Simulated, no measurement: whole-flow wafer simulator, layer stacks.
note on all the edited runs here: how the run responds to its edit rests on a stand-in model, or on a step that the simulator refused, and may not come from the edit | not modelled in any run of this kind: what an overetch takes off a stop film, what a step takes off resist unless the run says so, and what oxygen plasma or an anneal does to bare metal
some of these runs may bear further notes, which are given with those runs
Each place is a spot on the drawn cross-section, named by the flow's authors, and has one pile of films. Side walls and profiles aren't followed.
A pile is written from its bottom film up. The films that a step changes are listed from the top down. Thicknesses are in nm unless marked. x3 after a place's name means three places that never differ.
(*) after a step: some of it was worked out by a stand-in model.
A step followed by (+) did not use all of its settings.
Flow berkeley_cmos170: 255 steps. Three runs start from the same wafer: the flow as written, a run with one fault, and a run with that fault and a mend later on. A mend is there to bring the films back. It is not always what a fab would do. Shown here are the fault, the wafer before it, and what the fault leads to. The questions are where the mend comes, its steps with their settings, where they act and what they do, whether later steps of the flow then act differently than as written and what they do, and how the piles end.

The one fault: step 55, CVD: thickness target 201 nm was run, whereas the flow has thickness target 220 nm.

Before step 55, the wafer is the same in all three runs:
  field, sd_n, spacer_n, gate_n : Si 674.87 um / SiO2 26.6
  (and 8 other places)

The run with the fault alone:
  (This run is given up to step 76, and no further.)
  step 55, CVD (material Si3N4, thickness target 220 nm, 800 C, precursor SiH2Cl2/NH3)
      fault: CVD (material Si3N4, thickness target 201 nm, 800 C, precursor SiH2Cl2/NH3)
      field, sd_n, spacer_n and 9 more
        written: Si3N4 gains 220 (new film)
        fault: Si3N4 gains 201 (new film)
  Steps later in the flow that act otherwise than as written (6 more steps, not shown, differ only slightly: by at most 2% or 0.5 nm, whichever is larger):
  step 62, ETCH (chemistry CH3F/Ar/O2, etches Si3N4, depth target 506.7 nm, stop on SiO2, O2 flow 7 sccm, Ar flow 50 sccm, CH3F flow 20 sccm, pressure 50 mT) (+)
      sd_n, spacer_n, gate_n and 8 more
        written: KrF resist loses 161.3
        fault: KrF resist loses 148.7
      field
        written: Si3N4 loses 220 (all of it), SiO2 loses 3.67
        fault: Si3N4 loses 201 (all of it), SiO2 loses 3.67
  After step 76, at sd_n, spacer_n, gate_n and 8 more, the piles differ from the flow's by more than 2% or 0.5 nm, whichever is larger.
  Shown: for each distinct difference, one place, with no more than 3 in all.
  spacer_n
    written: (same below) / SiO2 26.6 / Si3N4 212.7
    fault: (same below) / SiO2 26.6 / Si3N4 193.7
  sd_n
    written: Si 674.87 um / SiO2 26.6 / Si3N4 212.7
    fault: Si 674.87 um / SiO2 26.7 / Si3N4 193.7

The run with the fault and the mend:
  The mend follows step 61.
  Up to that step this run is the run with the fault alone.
  step 61a, STRIP (*) (+)
      sd_n, spacer_n, gate_n and 8 more
        KrF resist loses 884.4 (all of it)
  step 61b, CLEAN (chemistry SPM)
      does not change any film at any place that is followed
  step 61c, CVD (material Si3N4, thickness target 18.92 nm, 800 C, precursor SiH2Cl2/NH3) (a further turn of the flow's step 55, with different settings)
      field, sd_n, spacer_n and 9 more
        Si3N4 gains 18.9
  step 61d, HMDS (a further turn of the flow's step 56)
      does not change any film at any place that is followed
  step 61e, COAT (KrF resist, thickness 900 nm) (a further turn of the flow's step 57)
      field, sd_n, spacer_n and 9 more
        KrF resist gains 900 (new film)
  step 61f, SOFTBAKE (KrF resist) (a further turn of the flow's step 58)
      does not change any film at any place that is followed
  step 61g, EXPOSE (photomask ACTIVE, dose 20 mJ/cm2, NA 0.5, wavelength 248 nm) (*) (a further turn of the flow's step 59)
      does not change any film at any place that is followed
  step 61h, PEB (KrF resist, 130 C) (a further turn of the flow's step 60)
      field, sd_n, spacer_n and 9 more
        KrF resist loses 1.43
  step 61i, DEVELOP (KrF resist, thickness 900 nm, developer developer-D-0.26N) (a further turn of the flow's step 61)
      sd_n, spacer_n, gate_n and 8 more
        KrF resist loses 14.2
      field
        KrF resist loses 898.6 (all of it)
  Every later step of the flow that is run acts as written, at every place that is followed, to within 2% or 0.5 nm, whichever is larger.
  At every place that both follow, the piles at the end match the flow's.
